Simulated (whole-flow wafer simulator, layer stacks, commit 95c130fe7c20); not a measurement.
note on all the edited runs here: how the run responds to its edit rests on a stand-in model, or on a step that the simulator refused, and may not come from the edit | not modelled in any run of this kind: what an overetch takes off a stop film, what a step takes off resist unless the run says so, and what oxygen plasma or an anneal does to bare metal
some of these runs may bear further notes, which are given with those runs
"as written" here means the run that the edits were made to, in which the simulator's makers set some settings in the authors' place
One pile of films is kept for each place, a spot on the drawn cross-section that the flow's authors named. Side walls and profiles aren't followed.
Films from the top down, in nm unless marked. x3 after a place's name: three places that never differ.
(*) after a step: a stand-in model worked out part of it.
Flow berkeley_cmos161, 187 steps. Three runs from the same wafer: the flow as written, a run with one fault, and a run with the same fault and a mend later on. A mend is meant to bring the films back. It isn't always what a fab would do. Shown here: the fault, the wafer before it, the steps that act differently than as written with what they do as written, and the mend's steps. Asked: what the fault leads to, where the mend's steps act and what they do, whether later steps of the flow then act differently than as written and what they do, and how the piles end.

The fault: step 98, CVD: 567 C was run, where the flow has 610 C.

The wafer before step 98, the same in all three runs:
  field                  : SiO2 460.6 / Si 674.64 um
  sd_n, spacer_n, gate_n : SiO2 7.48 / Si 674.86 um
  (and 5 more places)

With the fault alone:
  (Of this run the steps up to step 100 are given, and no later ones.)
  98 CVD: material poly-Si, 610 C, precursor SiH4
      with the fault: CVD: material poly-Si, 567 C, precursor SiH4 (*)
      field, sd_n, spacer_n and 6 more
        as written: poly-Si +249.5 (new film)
        with the fault: poly-Si +96.1 (new film)
  No later step of the flow up to step 100 acts differently than as written at any place that is followed.
  After step 100 the piles differ from the flow's by more than 2% or 0.5 nm, whichever is larger, at field, sd_n, spacer_n and 6 more.
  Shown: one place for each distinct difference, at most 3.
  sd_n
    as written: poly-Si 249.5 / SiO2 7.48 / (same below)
    with the fault: poly-Si 96.1 / SiO2 7.48 / (same below)
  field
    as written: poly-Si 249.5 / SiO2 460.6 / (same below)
    with the fault: poly-Si 96.1 / SiO2 460.6 / (same below)

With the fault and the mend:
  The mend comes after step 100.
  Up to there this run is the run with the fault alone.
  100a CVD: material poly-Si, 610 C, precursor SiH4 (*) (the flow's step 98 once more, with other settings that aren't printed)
      field, sd_n, spacer_n and 6 more
        poly-Si +153
  No later step of the flow acts differently than as written, at any place that is followed, by more than 2% or 0.5 nm, whichever is larger.
  At the end the piles differ from the flow's only slightly at the places that both follow, by at most 2% or 0.5 nm, whichever is larger.
